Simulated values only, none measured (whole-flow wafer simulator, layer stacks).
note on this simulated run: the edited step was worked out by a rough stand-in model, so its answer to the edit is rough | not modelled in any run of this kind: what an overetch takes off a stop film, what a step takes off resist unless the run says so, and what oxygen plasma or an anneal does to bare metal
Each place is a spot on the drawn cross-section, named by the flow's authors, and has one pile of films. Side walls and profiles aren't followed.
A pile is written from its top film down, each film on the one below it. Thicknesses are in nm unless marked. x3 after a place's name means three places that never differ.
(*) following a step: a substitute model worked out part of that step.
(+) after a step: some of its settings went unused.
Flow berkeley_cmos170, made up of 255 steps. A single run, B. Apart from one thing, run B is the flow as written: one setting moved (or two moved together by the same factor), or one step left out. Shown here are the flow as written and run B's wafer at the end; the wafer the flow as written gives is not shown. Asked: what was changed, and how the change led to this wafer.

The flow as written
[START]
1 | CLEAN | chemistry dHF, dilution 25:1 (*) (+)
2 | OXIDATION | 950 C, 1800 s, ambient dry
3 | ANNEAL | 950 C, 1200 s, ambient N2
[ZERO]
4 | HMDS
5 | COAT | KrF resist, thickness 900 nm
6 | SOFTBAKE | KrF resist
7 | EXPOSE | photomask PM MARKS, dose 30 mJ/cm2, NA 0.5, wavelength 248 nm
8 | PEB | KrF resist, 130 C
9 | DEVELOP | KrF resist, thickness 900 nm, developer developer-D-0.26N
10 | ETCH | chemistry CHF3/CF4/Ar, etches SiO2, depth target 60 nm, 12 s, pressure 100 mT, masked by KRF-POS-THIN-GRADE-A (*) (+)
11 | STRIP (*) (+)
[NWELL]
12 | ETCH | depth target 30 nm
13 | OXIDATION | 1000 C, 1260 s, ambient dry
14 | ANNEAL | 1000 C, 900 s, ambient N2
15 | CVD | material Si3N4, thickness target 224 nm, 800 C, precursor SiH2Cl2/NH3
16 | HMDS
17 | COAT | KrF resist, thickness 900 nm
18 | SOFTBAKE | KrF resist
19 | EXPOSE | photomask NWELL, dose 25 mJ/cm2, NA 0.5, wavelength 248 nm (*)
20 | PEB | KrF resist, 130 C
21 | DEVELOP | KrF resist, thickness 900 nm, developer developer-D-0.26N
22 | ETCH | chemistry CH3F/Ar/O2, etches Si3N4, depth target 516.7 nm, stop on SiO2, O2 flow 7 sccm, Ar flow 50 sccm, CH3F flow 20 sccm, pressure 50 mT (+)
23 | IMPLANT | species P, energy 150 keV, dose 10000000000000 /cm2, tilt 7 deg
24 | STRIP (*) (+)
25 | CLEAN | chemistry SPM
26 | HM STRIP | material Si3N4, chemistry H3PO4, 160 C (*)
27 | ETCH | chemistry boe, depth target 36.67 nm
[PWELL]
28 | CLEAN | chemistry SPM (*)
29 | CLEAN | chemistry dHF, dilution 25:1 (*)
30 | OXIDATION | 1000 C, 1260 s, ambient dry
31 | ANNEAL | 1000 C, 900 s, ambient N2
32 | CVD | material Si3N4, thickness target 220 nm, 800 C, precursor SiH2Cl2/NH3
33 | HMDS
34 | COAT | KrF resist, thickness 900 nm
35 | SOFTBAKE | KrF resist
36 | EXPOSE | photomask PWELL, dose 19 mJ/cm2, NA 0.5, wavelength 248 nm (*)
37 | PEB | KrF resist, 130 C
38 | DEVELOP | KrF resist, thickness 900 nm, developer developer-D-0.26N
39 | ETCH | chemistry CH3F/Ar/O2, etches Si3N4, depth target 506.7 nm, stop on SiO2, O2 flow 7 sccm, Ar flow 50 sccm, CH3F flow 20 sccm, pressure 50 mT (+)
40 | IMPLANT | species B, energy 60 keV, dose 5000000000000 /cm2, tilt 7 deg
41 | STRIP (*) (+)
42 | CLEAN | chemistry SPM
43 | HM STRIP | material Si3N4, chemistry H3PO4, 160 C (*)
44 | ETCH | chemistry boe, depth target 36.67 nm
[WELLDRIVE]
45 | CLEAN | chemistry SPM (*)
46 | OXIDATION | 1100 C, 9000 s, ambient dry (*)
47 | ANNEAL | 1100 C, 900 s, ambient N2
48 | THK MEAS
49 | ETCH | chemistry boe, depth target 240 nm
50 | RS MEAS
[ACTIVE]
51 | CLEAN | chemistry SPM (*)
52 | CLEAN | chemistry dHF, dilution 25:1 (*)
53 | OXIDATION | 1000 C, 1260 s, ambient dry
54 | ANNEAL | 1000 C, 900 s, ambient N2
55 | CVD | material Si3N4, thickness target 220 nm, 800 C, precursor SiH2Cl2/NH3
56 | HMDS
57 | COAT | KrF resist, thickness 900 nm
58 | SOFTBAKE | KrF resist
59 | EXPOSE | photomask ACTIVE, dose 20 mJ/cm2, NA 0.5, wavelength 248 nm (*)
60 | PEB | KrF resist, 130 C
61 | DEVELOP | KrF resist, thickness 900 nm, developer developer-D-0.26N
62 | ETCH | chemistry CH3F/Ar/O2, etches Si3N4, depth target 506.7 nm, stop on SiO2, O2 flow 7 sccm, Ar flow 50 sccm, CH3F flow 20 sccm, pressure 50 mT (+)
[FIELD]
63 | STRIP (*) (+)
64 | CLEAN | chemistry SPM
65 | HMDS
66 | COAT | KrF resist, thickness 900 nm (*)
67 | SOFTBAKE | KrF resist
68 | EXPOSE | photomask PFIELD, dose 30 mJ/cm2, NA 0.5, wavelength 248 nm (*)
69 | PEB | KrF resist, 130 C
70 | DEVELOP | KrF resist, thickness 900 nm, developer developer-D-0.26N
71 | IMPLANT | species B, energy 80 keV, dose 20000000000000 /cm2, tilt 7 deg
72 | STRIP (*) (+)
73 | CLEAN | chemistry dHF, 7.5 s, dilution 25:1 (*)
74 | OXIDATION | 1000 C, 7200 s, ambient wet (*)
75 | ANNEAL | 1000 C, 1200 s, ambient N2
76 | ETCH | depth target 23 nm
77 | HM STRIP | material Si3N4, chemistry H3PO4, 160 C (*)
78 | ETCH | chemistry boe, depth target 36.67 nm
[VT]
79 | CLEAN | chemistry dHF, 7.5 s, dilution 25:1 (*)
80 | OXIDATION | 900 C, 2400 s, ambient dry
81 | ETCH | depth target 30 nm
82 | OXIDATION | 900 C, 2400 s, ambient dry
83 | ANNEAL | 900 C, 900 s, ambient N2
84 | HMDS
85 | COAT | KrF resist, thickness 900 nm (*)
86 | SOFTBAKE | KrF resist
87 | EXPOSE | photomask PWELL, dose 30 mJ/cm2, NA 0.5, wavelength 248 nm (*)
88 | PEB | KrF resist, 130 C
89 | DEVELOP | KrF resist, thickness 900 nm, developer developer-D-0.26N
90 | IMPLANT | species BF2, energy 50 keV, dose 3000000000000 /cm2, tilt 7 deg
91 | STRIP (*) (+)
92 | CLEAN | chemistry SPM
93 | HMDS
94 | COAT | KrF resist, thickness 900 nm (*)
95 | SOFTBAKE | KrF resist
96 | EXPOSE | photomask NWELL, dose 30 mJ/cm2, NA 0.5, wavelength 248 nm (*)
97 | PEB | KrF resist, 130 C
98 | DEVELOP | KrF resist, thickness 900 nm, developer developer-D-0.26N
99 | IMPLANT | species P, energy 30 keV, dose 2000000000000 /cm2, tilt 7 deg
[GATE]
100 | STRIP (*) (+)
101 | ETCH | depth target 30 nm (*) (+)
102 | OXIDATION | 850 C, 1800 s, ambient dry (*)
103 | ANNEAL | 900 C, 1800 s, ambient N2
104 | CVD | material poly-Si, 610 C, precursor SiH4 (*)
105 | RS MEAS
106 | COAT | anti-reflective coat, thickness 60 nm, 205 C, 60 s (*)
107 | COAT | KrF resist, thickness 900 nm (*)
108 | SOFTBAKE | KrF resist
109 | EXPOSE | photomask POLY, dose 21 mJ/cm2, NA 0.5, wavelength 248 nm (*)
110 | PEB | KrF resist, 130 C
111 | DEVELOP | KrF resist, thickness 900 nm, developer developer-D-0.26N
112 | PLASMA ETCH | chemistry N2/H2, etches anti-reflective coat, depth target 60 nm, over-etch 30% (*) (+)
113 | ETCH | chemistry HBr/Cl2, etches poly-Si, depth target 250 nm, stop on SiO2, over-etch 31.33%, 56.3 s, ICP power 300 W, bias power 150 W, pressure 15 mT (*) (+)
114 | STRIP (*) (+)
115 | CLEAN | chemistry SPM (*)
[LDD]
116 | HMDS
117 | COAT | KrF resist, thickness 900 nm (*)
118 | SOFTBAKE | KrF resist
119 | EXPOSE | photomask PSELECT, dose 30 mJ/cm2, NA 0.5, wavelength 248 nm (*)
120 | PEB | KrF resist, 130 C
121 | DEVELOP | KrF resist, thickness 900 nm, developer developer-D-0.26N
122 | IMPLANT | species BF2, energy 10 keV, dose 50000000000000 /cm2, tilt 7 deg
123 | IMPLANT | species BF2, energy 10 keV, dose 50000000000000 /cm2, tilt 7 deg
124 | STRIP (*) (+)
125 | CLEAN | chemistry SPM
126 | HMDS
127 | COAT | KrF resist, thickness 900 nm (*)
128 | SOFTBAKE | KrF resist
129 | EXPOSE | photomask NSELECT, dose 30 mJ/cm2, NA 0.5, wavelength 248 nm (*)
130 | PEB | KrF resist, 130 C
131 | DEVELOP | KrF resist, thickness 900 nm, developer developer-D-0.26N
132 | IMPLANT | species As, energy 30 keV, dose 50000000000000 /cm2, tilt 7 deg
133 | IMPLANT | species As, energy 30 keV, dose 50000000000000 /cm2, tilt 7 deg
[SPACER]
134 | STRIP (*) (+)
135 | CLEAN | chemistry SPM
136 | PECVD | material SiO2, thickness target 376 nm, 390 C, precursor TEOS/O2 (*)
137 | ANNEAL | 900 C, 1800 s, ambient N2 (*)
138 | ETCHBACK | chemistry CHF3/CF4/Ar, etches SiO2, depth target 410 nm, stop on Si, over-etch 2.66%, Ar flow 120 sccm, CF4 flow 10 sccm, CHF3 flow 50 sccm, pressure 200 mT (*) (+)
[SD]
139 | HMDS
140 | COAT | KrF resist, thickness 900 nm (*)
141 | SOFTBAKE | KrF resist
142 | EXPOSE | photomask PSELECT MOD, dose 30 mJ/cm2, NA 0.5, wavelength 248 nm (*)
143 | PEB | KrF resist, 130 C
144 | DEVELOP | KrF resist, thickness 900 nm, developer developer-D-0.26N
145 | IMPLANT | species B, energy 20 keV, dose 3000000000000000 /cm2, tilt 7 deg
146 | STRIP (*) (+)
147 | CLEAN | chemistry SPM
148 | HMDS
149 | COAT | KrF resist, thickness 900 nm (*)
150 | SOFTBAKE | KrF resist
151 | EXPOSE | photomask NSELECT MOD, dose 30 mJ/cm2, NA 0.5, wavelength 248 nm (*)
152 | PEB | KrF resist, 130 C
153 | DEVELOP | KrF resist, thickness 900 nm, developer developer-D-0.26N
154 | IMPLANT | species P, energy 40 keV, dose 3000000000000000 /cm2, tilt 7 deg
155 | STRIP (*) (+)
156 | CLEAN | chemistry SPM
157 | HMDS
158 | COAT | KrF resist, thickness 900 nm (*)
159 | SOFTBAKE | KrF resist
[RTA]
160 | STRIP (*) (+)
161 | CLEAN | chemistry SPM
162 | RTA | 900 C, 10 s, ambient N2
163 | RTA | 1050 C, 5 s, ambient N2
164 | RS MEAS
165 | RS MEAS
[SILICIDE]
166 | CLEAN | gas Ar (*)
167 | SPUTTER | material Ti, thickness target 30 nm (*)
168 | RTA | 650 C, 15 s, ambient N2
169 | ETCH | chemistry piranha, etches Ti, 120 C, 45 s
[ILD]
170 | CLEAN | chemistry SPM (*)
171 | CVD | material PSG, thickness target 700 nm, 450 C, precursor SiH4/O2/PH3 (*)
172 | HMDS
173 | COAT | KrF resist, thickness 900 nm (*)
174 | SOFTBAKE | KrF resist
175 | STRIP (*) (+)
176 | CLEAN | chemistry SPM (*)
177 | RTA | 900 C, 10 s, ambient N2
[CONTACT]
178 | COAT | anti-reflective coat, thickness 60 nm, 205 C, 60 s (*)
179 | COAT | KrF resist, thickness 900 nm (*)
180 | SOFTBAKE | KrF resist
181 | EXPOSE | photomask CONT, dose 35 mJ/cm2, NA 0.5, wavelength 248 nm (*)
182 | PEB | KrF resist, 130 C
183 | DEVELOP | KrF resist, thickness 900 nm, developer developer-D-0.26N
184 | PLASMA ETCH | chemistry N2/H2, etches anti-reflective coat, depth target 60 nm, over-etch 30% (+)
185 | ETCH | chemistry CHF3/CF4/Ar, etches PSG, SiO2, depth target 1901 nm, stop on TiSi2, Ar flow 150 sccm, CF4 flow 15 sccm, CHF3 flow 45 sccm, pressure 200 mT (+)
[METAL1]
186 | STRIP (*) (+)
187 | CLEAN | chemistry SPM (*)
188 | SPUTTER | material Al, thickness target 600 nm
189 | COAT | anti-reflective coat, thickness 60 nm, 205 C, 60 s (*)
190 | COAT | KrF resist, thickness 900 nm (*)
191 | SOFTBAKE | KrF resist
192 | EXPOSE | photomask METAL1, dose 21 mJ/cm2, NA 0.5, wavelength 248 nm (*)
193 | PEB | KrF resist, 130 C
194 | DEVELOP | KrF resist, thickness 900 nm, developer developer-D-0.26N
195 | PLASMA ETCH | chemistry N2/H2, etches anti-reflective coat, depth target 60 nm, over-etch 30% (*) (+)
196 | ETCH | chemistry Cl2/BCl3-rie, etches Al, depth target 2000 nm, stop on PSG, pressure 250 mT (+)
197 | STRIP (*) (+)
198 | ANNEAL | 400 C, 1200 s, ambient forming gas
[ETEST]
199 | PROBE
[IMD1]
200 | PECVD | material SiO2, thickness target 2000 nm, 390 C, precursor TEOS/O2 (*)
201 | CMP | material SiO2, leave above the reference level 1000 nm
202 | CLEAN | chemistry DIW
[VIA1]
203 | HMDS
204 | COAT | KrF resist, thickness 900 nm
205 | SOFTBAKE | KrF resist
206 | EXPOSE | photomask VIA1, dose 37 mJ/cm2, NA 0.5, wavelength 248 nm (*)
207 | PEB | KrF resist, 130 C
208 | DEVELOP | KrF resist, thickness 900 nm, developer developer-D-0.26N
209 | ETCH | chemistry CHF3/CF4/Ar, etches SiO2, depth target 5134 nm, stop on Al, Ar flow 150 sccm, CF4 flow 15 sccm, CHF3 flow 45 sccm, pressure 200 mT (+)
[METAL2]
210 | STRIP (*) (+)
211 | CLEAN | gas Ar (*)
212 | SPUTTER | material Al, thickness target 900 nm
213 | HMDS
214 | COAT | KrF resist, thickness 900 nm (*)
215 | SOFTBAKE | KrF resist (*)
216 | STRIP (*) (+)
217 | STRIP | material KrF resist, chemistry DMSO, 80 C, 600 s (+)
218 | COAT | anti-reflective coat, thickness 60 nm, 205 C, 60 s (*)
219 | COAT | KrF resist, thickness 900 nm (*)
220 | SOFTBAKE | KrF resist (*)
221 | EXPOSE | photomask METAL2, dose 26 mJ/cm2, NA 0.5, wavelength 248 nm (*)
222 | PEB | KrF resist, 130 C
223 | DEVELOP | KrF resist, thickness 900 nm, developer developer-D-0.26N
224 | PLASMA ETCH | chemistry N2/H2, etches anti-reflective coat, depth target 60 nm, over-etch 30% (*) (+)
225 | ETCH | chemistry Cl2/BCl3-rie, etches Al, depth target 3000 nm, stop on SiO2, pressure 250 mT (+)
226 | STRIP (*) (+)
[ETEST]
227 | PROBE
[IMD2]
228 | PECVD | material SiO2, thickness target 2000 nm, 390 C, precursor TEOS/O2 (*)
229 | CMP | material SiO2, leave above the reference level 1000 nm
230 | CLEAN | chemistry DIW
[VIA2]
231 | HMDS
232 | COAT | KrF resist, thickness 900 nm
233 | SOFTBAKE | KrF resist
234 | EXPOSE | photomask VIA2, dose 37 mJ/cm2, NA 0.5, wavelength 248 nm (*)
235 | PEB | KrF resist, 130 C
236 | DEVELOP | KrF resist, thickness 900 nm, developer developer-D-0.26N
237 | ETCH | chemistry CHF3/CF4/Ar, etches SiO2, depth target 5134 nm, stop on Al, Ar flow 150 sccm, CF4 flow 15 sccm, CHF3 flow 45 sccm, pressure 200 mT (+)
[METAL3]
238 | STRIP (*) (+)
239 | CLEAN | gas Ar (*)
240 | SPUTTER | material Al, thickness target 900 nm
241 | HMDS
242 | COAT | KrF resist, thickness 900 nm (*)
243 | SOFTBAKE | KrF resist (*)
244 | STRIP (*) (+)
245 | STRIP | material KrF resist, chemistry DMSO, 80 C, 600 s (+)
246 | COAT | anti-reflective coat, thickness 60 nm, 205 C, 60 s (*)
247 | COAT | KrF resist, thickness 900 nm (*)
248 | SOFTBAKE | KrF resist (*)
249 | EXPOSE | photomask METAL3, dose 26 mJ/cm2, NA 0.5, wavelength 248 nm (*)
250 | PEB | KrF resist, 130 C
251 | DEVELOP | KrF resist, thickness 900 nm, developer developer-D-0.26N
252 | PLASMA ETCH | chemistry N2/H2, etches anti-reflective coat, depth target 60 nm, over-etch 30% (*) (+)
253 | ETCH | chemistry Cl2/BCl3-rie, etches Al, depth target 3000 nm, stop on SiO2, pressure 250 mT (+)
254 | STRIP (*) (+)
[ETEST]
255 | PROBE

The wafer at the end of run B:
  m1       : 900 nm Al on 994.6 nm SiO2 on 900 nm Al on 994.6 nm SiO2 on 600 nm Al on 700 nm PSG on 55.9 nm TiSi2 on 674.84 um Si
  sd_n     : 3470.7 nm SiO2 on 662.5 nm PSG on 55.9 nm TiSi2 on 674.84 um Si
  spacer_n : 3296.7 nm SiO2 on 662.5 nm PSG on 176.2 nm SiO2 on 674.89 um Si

What caused this: step 46, OXIDATION: 3600 s was run, whereas the flow has 9000 s.

How this came from the change, step by step:
  46 | OXIDATION | 1100 C, 9000 s, ambient dry (*)
      field, sd_n, spacer_n and 9 more: +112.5 SiO2 (new film), -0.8 chemical SiO2 (all of it), -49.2 Si (as written it would have been: +197.7 SiO2 (new film), -0.8 chemical SiO2 (all of it), -86.6 Si)
  49 | ETCH | chemistry boe, depth target 240 nm
      field, sd_n, spacer_n and 9 more: -112.5 SiO2 (all of it) (as written it would have been: -197.7 SiO2 (all of it))
